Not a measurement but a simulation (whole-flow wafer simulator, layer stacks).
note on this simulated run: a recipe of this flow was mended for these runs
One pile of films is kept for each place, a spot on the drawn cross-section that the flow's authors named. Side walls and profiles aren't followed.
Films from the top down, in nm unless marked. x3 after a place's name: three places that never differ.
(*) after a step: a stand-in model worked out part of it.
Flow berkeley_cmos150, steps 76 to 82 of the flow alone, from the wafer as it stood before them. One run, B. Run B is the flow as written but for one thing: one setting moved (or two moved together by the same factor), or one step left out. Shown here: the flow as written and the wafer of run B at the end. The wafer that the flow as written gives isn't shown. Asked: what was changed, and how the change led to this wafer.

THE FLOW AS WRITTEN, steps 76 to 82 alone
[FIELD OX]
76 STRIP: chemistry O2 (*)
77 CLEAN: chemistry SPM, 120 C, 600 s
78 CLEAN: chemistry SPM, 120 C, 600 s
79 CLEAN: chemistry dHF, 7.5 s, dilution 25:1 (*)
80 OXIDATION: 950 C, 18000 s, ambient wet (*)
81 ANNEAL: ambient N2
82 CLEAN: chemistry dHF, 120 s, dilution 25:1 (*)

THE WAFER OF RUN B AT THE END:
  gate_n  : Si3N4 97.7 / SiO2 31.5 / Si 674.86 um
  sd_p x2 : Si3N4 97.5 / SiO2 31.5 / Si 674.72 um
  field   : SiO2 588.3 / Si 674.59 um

The cause: step 82, CLEAN: 192 s was run, where the flow has 120 s.

How the change led to this, step by step:
  82 CLEAN: chemistry dHF, 120 s, dilution 25:1 (*)
      sd_n, gate_n, sd_p x2, contact, m1: SiO2 -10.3 (all of it), Si3N4 -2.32 (as written it would be: SiO2 -10.3 (all of it), Si3N4 -1.11)
      field, field_p: SiO2 -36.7 (as written it would be: SiO2 -23)
